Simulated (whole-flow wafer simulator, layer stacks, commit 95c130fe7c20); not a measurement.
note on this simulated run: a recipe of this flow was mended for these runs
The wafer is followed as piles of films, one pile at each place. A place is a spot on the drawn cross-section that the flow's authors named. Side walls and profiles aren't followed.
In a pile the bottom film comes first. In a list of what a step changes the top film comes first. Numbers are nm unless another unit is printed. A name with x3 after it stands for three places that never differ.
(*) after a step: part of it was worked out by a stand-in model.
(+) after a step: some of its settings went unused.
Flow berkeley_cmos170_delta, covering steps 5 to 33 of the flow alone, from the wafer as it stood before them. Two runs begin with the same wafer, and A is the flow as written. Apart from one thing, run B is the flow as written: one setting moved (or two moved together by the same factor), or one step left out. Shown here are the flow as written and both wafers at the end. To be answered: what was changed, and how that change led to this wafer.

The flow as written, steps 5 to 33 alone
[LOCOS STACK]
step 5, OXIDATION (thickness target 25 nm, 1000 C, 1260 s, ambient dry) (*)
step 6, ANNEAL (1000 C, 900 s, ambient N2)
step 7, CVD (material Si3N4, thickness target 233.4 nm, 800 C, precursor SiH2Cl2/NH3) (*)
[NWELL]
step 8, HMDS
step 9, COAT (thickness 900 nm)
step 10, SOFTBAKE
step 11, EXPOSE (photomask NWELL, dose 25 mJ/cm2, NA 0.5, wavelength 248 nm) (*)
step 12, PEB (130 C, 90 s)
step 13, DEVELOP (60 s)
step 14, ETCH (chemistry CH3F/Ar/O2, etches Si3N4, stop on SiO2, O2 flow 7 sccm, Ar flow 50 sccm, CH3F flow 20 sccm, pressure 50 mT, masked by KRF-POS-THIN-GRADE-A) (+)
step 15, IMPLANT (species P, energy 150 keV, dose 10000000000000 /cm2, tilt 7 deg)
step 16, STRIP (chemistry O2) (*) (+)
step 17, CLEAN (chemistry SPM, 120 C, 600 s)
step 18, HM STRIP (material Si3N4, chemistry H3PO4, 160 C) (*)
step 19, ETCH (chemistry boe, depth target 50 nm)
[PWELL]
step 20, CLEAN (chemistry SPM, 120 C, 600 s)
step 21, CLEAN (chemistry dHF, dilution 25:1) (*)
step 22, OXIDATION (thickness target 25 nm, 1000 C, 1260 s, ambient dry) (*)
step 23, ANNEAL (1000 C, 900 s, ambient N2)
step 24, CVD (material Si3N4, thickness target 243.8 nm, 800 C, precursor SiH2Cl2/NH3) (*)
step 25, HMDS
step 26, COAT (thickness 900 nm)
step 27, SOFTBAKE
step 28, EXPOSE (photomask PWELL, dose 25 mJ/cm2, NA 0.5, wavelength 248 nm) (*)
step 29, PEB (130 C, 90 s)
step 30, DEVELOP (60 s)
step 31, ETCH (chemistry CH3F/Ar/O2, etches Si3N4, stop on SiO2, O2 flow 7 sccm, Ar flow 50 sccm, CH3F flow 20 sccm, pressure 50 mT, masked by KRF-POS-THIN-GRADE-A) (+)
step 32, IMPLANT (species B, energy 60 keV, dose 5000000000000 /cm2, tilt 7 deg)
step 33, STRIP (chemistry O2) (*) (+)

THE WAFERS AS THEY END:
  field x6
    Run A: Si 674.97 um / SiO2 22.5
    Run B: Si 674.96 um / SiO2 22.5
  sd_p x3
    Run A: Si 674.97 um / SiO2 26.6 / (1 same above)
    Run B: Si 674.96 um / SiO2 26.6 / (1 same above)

Cause: step 5, OXIDATION: thickness target 75 nm was run, whereas the flow has thickness target 25 nm; step 5, OXIDATION: 3780 s was run, where the flow has 1260 s.

The path from the change to this, step by step:
  step 5, OXIDATION (thickness target 25 nm, 1000 C, 1260 s, ambient dry) (*)
      field x6, sd_p x3: A SiO2 gains 26.6 (new film), Si loses 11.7 | B SiO2 gains 50.4 (new film), Si loses 22.2
  step 19, ETCH (chemistry boe, depth target 50 nm)
      field x6: A SiO2 loses 19.3 (all of it) | B SiO2 loses 43.1 (all of it)
      sd_p x3: A SiO2 loses 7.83 (all of it) | B SiO2 loses 31.7 (all of it)
